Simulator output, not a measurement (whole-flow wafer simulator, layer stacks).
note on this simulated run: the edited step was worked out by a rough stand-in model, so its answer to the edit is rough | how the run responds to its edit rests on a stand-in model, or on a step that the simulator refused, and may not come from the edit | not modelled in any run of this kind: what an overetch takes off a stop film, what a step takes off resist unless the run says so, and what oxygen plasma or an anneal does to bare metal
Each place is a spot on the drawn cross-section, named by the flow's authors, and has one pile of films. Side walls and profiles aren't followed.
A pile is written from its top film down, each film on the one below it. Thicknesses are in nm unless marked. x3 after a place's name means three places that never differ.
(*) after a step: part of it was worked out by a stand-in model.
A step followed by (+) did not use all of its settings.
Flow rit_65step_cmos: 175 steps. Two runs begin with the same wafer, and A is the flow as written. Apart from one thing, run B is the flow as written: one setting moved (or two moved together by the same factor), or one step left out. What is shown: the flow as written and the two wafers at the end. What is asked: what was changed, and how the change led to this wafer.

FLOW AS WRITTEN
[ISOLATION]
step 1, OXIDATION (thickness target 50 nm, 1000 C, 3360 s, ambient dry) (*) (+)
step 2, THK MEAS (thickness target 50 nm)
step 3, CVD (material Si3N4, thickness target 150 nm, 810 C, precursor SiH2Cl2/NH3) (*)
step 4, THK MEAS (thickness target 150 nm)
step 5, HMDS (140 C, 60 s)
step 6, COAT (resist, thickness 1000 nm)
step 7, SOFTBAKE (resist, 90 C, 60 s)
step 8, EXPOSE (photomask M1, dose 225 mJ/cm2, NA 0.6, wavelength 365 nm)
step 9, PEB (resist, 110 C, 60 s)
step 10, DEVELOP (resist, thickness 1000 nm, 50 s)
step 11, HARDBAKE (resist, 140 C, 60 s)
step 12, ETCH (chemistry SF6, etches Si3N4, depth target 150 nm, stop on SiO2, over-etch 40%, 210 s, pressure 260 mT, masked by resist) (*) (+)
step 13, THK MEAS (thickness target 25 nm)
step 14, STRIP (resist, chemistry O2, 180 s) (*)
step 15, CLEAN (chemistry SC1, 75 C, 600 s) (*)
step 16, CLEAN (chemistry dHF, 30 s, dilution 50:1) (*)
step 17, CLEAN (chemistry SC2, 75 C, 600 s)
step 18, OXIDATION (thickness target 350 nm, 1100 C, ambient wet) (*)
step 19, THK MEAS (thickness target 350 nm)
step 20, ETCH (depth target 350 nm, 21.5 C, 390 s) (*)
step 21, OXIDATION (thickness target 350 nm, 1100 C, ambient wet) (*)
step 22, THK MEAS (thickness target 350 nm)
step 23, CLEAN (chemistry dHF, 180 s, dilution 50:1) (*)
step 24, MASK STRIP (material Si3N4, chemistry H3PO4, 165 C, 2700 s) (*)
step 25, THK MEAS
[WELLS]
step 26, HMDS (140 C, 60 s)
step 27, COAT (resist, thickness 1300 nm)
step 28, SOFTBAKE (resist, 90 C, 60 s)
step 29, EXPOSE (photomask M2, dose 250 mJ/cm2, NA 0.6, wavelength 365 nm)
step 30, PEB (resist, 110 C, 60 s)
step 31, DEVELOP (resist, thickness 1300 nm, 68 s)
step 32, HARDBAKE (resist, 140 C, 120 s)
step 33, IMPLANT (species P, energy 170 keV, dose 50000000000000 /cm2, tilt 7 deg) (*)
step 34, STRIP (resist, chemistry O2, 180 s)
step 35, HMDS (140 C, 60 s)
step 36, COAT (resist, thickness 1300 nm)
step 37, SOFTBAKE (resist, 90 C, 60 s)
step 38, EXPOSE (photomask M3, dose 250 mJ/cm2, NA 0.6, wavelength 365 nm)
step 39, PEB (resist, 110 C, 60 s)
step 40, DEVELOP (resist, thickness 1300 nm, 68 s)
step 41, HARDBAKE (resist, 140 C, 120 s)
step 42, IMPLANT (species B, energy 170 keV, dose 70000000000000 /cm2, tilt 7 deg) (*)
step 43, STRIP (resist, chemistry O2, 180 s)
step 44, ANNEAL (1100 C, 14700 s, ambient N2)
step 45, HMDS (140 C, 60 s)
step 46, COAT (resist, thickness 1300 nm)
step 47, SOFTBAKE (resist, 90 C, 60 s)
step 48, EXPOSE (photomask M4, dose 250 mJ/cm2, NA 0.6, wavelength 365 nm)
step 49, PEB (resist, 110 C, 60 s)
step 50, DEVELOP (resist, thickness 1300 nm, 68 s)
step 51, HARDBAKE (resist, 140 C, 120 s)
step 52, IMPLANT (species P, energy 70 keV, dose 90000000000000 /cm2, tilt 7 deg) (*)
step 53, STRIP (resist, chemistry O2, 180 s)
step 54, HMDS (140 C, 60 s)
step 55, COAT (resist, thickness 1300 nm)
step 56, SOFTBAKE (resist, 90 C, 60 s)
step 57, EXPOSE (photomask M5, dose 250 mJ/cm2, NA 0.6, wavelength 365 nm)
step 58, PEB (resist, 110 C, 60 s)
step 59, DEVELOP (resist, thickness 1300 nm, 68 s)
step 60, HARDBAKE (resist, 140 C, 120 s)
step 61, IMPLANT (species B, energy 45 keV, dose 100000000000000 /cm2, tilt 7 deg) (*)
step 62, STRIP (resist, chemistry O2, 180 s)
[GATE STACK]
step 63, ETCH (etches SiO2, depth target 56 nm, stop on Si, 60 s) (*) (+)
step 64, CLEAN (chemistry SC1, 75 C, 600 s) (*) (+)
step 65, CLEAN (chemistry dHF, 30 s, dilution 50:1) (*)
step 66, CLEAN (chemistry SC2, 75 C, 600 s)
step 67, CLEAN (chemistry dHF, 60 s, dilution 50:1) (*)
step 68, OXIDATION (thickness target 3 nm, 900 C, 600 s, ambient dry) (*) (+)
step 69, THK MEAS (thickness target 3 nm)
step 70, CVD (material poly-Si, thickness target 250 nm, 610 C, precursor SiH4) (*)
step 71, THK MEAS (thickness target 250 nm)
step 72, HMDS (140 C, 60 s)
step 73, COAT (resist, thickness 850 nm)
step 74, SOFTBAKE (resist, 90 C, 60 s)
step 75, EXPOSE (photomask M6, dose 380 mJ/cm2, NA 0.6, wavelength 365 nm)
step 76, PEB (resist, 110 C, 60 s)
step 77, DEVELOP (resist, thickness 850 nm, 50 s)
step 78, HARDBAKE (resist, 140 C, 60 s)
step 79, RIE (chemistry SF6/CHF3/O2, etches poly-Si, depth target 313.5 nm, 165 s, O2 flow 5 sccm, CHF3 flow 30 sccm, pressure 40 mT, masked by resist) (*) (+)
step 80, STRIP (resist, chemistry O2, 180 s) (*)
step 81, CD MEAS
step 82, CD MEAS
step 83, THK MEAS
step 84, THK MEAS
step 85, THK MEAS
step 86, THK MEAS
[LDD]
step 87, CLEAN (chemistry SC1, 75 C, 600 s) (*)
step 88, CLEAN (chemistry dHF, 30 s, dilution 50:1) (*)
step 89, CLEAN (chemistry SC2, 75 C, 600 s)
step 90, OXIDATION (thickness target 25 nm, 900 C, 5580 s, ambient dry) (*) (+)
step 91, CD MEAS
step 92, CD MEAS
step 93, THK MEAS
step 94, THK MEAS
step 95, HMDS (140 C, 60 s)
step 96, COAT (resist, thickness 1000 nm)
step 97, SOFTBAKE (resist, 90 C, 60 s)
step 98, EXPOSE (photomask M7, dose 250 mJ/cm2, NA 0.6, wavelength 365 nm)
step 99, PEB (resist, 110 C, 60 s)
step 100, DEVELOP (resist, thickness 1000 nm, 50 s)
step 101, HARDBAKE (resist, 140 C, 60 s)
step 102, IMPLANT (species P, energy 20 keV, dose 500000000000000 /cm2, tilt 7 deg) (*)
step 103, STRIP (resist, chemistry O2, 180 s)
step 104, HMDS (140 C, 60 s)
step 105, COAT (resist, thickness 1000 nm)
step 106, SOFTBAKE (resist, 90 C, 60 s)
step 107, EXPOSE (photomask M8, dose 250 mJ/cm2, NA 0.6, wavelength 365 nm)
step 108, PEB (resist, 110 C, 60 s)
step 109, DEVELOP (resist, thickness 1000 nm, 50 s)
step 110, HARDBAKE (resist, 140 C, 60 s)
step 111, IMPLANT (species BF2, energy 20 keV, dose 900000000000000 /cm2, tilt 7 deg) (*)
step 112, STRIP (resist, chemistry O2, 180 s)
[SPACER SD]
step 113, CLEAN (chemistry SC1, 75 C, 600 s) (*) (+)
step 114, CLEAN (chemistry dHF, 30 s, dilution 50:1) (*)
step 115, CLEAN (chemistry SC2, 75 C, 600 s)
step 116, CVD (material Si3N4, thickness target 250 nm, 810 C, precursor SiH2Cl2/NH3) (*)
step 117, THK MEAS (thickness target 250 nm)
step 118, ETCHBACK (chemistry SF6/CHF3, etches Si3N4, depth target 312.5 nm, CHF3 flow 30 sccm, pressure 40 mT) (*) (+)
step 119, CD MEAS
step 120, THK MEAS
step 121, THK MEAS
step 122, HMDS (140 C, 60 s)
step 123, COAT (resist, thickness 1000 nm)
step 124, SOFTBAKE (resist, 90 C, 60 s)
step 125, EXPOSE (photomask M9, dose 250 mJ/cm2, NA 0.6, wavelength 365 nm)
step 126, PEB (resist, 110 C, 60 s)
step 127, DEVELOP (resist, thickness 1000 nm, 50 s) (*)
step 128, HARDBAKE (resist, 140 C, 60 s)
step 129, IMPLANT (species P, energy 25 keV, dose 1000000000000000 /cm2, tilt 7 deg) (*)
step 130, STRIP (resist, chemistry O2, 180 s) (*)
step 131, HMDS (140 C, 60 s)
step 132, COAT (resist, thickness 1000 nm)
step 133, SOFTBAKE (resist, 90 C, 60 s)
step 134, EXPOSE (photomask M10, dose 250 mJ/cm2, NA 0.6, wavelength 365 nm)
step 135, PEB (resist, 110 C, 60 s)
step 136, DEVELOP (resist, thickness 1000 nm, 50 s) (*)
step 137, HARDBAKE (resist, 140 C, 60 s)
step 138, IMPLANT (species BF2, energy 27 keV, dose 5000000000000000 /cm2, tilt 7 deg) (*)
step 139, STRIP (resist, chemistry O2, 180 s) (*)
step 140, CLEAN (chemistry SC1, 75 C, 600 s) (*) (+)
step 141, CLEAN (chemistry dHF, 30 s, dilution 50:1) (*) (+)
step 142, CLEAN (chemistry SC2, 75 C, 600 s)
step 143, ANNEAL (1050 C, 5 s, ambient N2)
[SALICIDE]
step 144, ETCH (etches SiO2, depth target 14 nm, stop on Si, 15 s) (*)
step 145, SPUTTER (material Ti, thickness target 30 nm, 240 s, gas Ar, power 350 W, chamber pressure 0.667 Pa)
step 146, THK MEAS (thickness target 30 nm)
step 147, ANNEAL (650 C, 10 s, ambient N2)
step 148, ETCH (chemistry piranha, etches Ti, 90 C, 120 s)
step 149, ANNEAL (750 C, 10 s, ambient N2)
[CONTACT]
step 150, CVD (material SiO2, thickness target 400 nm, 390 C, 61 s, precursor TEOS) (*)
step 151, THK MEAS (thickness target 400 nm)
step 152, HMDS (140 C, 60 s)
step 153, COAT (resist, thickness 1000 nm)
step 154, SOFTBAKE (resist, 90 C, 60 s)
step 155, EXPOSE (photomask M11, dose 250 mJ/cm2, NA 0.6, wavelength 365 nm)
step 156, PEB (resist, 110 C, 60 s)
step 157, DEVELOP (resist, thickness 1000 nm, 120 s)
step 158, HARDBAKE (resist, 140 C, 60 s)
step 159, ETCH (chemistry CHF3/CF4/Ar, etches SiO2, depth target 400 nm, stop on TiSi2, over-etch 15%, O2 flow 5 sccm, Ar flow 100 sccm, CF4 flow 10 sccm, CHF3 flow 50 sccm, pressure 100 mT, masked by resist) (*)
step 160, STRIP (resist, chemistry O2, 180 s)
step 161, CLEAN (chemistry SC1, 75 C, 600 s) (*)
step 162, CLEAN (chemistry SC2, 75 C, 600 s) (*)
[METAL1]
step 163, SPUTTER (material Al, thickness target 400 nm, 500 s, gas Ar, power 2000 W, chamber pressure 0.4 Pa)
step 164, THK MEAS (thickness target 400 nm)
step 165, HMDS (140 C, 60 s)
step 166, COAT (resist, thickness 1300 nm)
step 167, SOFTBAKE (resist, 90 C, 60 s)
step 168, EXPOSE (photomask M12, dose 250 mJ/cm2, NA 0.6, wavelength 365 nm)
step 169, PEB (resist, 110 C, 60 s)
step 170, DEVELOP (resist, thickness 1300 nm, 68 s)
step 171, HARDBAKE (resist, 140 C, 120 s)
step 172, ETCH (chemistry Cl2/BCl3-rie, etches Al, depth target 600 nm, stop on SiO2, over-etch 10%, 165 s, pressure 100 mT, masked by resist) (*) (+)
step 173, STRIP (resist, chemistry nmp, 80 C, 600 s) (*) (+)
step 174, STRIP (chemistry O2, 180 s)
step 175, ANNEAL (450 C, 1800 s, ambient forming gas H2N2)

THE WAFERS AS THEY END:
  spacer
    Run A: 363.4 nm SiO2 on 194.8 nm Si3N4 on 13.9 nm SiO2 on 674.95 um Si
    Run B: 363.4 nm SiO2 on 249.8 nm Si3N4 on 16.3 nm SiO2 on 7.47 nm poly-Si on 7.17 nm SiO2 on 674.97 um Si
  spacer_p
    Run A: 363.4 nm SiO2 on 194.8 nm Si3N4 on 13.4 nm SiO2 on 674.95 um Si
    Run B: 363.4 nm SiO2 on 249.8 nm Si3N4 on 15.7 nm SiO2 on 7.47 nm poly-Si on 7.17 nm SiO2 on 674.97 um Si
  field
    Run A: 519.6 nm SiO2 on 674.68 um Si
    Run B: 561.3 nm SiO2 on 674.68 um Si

Cause: step 70, CVD: thickness target 338 nm was run, though the flow has thickness target 250 nm.

Step by step, how the change led to this:
  step 70, CVD (material poly-Si, thickness target 250 nm, 610 C, precursor SiH4) (*)
      field, field_pw, field_nw and 11 more: A poly-Si gains 250 (new film) | B poly-Si gains 338 (new film)
  step 79, RIE (chemistry SF6/CHF3/O2, etches poly-Si, depth target 313.5 nm, 165 s, O2 flow 5 sccm, CHF3 flow 30 sccm, pressure 40 mT, masked by resist) (*) (+)
      active_n, active_p, spacer, spacer_p, sd_n, sd_p, contact, m1: A poly-Si loses 250 (all of it), SiO2 loses 7.17 (all of it) | B poly-Si loses 313.5
      field, field_pw, field_nw, field_p: A poly-Si loses 250 (all of it), SiO2 loses 10.9 | B poly-Si loses 313.5
  step 80, STRIP (resist, chemistry O2, 180 s) (*)
      active_n, active_p, spacer, spacer_p, sd_n, sd_p, contact, m1: A chemical SiO2 gains 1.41 (new film), Si loses 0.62 | B chemical SiO2 gains 1.41 (new film), poly-Si loses 0.62
      field, field_pw, field_nw, field_p: A nothing | B chemical SiO2 gains 1.41 (new film), poly-Si loses 0.62
  step 87, CLEAN (chemistry SC1, 75 C, 600 s) (*)
      active_n, active_p, spacer, spacer_p, sd_n, sd_p, contact, m1: A chemical SiO2 loses 0.81, Si loses 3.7 | B chemical SiO2 loses 0.81, poly-Si loses 3.7
      field, field_pw, field_nw, field_p: A SiO2 loses 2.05 | B chemical SiO2 loses 0.81, poly-Si loses 3.7
  step 88, CLEAN (chemistry dHF, 30 s, dilution 50:1) (*)
      field, field_pw, field_nw, field_p: A SiO2 loses 2.78 | B chemical SiO2 loses 0.6 (all of it)
  step 90, OXIDATION (thickness target 25 nm, 900 C, 5580 s, ambient dry) (*) (+)
      active_n, active_p, spacer, spacer_p, sd_n, sd_p, contact, m1: A SiO2 gains 26.5 (new film), chemical SiO2 loses 0.4 (all of it), Si loses 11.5 | B SiO2 gains 28.9 (new film), chemical SiO2 loses 0.4 (all of it), poly-Si loses 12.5
      field, field_pw: A SiO2 gains 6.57, Si loses 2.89 | B SiO2 gains 28.9 (new film), chemical SiO2 loses 0.4 (all of it), poly-Si loses 12.5
      (as well as at 2 more places)
  step 96, COAT (resist, thickness 1000 nm)
      gate_n, gate_p: A resist gains 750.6 (new film) | B resist gains 701.1 (new film)
  step 99, PEB (resist, 110 C, 60 s)
      gate_n, gate_p: A resist loses 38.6 | B resist loses 35.9
  step 100, DEVELOP (resist, thickness 1000 nm, 50 s)
      gate_n: A resist loses 712.1 (all of it) | B resist loses 665.2 (all of it)
  step 101, HARDBAKE (resist, 140 C, 60 s)
      gate_p: A resist loses 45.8 | B resist loses 42.3
  step 103, STRIP (resist, chemistry O2, 180 s)
      gate_p: A resist loses 666.3 (all of it) | B resist loses 622.9 (all of it)
  step 105, COAT (resist, thickness 1000 nm)
      gate_n, gate_p: A resist gains 750.6 (new film) | B resist gains 701.1 (new film)
  step 108, PEB (resist, 110 C, 60 s)
      gate_n, gate_p: A resist loses 38.6 | B resist loses 35.9
  step 109, DEVELOP (resist, thickness 1000 nm, 50 s)
      gate_p: A resist loses 712.1 (all of it) | B resist loses 665.2 (all of it)
  step 110, HARDBAKE (resist, 140 C, 60 s)
      gate_n: A resist loses 45.8 | B resist loses 42.3
  step 112, STRIP (resist, chemistry O2, 180 s)
      gate_n: A resist loses 666.3 (all of it) | B resist loses 622.9 (all of it)
  ... 17 further steps ...
  step 170, DEVELOP (resist, thickness 1300 nm, 68 s)
      gate_n: A resist loses 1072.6 (all of it) | B resist loses 1026.5 (all of it)
      gate_p: A resist loses 1076.3 (all of it) | B resist loses 1030.1 (all of it)
      (as well as at 2 more places)
